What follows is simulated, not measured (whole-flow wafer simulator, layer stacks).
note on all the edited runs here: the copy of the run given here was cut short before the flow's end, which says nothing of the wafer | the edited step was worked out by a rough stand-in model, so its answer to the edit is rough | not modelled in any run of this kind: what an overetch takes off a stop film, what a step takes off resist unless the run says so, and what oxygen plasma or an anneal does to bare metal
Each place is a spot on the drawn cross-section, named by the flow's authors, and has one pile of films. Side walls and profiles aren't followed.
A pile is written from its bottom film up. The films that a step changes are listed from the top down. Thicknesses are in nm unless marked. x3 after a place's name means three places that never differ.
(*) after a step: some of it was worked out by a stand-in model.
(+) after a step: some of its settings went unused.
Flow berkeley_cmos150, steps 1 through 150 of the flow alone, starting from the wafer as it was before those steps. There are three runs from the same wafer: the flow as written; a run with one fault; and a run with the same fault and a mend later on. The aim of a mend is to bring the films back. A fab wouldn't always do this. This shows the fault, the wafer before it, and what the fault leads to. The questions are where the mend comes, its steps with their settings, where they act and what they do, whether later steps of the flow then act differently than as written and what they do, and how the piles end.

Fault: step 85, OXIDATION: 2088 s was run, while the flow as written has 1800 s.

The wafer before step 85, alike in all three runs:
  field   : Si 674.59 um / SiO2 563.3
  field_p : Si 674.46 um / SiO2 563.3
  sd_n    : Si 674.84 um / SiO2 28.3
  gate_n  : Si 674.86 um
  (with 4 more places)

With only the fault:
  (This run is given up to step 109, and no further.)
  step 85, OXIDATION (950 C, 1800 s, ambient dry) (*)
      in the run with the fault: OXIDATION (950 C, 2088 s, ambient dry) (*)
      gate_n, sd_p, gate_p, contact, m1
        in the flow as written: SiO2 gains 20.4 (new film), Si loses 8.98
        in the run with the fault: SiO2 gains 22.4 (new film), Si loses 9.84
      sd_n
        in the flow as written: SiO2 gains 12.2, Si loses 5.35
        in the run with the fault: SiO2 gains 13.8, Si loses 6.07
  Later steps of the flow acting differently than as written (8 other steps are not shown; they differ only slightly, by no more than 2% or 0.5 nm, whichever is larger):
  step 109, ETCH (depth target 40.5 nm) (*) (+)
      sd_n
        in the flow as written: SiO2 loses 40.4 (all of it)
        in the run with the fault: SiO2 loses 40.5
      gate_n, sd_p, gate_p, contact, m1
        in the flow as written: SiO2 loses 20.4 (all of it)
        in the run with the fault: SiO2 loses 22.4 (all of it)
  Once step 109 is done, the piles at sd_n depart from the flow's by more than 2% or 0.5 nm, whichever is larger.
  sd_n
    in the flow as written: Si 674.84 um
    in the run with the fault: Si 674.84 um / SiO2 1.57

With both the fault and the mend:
  The mend stands after step 108.
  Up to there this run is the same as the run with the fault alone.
  step 109, ETCH (depth target 42.44 nm) (*) (+) (the flow's step 109; as written it has depth target 40.5 nm)
      gate_n, sd_p, gate_p, contact, m1
        SiO2 loses 22.4 (all of it)
      field, field_p
        SiO2 loses 42.4
      sd_n
        SiO2 loses 42.1 (all of it)
  Every later step of the flow that is run acts as written, at every place that is followed, to within 2% or 0.5 nm, whichever is larger.
  The piles end only slightly different from the flow's at the places that both follow, by no more than 2% or 0.5 nm, whichever is larger.
